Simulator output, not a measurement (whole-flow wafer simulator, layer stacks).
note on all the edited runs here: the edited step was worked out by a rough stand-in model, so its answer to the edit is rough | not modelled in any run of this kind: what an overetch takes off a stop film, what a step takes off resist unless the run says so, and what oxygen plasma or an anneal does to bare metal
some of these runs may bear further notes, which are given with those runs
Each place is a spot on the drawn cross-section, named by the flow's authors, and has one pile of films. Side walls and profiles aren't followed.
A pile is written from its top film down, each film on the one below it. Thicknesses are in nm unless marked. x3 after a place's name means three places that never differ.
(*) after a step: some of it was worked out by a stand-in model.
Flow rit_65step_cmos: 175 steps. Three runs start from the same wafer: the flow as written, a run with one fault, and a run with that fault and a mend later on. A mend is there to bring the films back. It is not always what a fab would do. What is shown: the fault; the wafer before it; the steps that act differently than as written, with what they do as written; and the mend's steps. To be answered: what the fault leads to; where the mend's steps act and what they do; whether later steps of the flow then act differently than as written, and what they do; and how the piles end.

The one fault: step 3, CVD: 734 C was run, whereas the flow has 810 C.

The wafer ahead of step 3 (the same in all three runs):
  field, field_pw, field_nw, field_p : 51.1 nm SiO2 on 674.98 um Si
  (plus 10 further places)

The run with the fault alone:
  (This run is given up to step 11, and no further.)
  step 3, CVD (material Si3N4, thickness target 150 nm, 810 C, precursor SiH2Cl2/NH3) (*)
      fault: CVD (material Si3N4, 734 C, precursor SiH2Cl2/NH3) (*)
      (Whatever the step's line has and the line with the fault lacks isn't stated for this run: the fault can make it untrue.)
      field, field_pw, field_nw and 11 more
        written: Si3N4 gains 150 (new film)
        fault: Si3N4 gains 44.1 (new film)
  None of the later steps of the flow up to step 11 acts differently than as written at any place that is followed.
  Once step 11 is done, the piles at field, field_pw, field_nw and 11 more depart from the flow's by more than 2% or 0.5 nm, whichever is larger.
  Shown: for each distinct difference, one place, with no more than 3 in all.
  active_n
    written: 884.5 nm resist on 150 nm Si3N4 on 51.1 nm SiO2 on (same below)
    fault: 884.5 nm resist on 44.1 nm Si3N4 on 51.1 nm SiO2 on (same below)
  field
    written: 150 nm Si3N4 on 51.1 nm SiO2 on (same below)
    fault: 44.1 nm Si3N4 on 51.1 nm SiO2 on (same below)

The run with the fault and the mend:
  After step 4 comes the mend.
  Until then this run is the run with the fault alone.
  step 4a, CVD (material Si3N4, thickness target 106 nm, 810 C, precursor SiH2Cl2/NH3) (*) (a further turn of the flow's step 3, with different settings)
      field, field_pw, field_nw and 11 more
        Si3N4 gains 106
  None of the later steps of the flow differs from how it acts as written, at any place that is followed, by more than 2% or 0.5 nm, whichever is larger.
  The piles end the same as the flow's at every place that both follow.
